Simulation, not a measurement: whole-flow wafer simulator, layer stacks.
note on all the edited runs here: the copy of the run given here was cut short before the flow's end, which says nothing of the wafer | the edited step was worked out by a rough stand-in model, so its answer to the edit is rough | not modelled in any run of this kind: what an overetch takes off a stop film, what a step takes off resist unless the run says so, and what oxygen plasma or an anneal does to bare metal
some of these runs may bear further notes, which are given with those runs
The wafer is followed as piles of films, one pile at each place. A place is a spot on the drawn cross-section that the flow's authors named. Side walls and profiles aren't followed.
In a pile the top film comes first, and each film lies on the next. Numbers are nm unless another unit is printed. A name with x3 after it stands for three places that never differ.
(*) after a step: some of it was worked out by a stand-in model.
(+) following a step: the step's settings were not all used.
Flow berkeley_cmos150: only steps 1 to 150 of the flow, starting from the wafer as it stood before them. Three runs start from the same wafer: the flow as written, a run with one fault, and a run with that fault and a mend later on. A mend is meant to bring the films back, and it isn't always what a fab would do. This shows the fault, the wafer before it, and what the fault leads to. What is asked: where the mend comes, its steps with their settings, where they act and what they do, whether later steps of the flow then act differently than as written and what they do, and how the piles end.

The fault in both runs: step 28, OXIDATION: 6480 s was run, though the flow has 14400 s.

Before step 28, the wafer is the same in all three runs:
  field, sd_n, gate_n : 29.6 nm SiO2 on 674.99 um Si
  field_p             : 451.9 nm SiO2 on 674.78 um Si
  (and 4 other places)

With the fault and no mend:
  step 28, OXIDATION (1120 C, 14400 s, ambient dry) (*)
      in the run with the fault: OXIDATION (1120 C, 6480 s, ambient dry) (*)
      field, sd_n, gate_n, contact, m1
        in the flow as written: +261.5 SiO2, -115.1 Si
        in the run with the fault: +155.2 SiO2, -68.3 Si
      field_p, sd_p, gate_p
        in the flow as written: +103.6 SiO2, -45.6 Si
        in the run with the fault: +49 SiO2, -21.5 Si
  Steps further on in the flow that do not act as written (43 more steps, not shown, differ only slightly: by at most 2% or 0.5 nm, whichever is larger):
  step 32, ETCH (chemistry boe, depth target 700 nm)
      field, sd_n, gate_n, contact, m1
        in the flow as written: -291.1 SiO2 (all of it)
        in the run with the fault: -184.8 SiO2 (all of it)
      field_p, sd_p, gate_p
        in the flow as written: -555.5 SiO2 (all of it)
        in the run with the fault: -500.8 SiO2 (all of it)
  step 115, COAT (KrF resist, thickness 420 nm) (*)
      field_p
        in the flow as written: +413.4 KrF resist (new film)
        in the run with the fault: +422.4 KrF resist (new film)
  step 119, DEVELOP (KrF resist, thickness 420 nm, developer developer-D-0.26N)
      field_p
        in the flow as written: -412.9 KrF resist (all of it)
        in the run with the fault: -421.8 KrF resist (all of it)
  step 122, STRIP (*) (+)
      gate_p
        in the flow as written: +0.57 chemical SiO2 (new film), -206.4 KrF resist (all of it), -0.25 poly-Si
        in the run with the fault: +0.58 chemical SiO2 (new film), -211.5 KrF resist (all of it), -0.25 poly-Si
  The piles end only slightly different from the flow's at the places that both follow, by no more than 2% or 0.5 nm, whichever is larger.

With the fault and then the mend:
  The mend follows step 28.
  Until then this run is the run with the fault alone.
  step 28a, OXIDATION (1120 C, 7920 s, ambient dry) (*) (a further turn of the flow's step 28, with different settings)
      field, sd_n, gate_n, contact, m1
        +106.3 SiO2, -46.8 Si
      field_p, sd_p, gate_p
        +54.7 SiO2, -24 Si
  Every later step of the flow that is run acts as written at every place that is followed.
  At every place that both follow, the piles at the end match the flow's.
